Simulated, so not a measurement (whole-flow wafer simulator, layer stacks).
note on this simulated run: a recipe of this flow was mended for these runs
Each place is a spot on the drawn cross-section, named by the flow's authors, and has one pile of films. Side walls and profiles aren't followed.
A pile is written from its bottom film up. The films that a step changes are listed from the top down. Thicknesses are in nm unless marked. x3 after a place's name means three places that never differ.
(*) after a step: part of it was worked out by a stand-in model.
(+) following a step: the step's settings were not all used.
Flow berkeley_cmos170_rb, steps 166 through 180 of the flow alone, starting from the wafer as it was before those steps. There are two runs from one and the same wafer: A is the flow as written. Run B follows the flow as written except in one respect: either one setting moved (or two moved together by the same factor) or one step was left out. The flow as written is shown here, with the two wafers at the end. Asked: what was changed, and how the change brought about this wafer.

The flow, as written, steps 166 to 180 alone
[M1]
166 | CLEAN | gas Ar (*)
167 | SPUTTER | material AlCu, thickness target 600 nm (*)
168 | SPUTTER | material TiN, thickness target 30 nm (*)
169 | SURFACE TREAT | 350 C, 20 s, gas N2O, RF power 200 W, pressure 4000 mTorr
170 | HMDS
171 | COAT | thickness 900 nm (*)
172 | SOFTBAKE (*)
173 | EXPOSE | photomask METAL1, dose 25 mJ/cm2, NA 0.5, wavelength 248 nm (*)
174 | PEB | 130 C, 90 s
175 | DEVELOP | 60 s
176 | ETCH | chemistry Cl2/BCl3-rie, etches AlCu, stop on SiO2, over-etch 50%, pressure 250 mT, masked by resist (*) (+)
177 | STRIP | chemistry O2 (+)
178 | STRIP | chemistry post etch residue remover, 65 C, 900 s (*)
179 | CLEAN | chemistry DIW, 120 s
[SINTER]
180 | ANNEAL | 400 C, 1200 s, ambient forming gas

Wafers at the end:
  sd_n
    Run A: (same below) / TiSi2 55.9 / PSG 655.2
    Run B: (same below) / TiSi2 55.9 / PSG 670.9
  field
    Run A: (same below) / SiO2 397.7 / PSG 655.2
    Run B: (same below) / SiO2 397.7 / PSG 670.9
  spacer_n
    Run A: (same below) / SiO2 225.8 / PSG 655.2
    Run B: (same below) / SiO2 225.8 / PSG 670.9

What caused this: step 176, ETCH: over-etch 30% was run, though the flow has over-etch 50%.

How this came from the change, step by step:
  176 | ETCH | chemistry Cl2/BCl3-rie, etches AlCu, stop on SiO2, over-etch 50%, pressure 250 mT, masked by resist (*) (+)
      field, sd_n, spacer_n, gate, spacer_p, gate_p: A -30 TiN (all of it), -600 AlCu (all of it), -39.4 PSG | B -30 TiN (all of it), -600 AlCu (all of it), -23.6 PSG
      contact, m1: A -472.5 KrF-resist | B -409.5 KrF-resist
      (and at 1 other place as well)
  177 | STRIP | chemistry O2 (+)
      contact: A -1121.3 KrF-resist (all of it) | B -1184.3 KrF-resist (all of it)
      m1: A -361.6 KrF-resist (all of it) | B -424.6 KrF-resist (all of it)
